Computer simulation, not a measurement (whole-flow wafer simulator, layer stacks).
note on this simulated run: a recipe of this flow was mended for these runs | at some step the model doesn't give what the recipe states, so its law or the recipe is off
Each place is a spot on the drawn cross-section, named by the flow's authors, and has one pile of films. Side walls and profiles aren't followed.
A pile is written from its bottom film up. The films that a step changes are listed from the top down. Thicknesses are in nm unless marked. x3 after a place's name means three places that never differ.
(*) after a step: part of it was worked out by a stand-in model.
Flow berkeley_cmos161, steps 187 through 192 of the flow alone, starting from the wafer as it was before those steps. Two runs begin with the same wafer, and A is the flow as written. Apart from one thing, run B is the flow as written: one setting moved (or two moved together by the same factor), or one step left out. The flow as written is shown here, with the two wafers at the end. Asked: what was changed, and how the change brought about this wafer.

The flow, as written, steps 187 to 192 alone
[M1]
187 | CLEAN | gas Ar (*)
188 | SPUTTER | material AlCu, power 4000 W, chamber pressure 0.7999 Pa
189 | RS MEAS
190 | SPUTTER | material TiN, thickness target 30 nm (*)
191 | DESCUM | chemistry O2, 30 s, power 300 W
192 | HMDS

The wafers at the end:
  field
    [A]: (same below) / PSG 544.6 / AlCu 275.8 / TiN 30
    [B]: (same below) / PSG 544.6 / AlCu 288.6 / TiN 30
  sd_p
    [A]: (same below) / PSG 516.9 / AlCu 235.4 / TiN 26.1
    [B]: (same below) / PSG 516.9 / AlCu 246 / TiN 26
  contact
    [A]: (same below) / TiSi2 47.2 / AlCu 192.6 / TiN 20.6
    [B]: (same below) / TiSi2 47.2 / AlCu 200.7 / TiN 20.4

What caused this: step 188, SPUTTER: chamber pressure 0.7039 Pa was run, though the flow has chamber pressure 0.7999 Pa.

The path from the change to this, step by step:
  188 | SPUTTER | material AlCu, power 4000 W, chamber pressure 0.7999 Pa
      field, sd_n, spacer_n, gate_n, spacer_p, gate_p, m1: A AlCu gains 275.8 (new film) | B AlCu gains 288.6 (new film)
      sd_p: A AlCu gains 235.4 (new film) | B AlCu gains 246 (new film)
      (as well as at 1 more place)
